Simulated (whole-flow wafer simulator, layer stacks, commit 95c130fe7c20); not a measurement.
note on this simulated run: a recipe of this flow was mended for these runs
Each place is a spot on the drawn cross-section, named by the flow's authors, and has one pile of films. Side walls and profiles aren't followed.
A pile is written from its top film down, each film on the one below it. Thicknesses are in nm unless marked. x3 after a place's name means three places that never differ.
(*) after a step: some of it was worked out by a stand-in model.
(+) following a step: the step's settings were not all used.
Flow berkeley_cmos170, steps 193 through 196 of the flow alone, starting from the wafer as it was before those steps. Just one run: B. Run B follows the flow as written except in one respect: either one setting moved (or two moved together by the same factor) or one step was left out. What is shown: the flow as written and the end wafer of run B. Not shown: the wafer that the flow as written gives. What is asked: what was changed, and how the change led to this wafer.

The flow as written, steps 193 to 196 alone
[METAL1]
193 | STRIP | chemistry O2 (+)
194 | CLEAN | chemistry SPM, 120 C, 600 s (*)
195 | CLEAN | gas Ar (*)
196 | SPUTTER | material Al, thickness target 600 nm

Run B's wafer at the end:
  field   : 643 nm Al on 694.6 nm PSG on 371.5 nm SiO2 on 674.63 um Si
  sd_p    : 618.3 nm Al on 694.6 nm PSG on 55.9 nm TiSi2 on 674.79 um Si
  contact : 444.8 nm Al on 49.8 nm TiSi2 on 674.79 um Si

The reason: step 196, SPUTTER: thickness target 643 nm was run, while the flow as written has thickness target 600 nm.
The wafer lets one read it off: field has Al 643, and step 196 as written asks for 600 nm.

Step by step, how the change led to this:
  196 | SPUTTER | material Al, thickness target 600 nm
      field, mark, sd_n and 8 more: Al gains 643 (new film) (it would be, as written: Al gains 600 (new film))
      sd_p: Al gains 618.3 (new film) (it would be, as written: Al gains 575.5 (new film))
      (also at 1 further place)
